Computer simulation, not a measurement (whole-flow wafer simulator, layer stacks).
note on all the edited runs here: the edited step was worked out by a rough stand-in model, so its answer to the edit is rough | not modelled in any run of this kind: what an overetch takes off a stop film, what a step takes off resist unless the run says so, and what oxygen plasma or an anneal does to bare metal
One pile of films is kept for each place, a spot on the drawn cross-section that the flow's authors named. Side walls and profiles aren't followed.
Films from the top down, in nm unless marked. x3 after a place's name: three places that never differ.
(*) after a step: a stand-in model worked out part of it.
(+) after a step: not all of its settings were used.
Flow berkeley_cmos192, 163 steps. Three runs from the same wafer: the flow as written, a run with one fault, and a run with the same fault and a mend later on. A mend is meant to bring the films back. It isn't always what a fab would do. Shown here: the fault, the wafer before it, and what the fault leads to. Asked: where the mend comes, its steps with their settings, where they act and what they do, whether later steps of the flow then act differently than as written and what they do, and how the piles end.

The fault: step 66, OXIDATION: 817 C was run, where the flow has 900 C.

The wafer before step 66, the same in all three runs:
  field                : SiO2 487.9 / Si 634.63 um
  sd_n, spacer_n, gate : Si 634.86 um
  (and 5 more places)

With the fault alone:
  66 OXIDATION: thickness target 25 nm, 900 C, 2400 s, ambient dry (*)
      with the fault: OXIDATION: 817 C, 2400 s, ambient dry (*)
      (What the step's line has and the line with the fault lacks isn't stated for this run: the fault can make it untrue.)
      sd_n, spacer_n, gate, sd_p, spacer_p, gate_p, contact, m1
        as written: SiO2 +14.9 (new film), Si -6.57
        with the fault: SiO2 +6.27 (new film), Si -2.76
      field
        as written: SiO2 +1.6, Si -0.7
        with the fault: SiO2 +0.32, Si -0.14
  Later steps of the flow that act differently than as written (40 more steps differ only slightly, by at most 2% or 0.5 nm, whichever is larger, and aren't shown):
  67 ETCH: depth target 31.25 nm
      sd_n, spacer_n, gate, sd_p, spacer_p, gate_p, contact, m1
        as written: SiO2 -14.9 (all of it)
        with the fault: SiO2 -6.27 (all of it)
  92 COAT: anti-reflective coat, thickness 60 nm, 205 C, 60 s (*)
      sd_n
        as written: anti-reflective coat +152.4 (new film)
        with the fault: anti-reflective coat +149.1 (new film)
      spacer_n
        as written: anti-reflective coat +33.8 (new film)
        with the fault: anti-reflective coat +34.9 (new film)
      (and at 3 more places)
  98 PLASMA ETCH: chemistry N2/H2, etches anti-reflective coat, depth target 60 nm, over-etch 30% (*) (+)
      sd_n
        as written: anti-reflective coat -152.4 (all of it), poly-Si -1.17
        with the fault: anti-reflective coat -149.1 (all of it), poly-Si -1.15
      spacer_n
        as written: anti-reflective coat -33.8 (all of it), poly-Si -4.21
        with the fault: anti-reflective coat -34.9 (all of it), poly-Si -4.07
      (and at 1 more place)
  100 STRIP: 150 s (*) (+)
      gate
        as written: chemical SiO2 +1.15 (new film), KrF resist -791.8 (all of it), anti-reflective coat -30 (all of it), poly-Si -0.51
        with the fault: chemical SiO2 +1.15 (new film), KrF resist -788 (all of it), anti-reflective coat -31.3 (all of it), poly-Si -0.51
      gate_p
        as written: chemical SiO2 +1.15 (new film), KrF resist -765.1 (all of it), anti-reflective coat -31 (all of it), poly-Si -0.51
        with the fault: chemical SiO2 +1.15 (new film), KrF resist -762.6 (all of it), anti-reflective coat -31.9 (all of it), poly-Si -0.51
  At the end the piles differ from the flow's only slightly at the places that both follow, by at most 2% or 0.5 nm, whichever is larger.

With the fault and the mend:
  The mend comes after step 66.
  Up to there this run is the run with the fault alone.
  66a OXIDATION: 900 C, 1904 s, ambient dry (*) (the flow's step 66 once more, with other settings)
      sd_n, spacer_n, gate, sd_p, spacer_p, gate_p, contact, m1
        SiO2 +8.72, Si -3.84
      field
        SiO2 +1.27, Si -0.56
  No later step of the flow acts differently than as written, at any place that is followed, by more than 2% or 0.5 nm, whichever is larger.
  At the end the piles are the same as the flow's at every place that both follow.
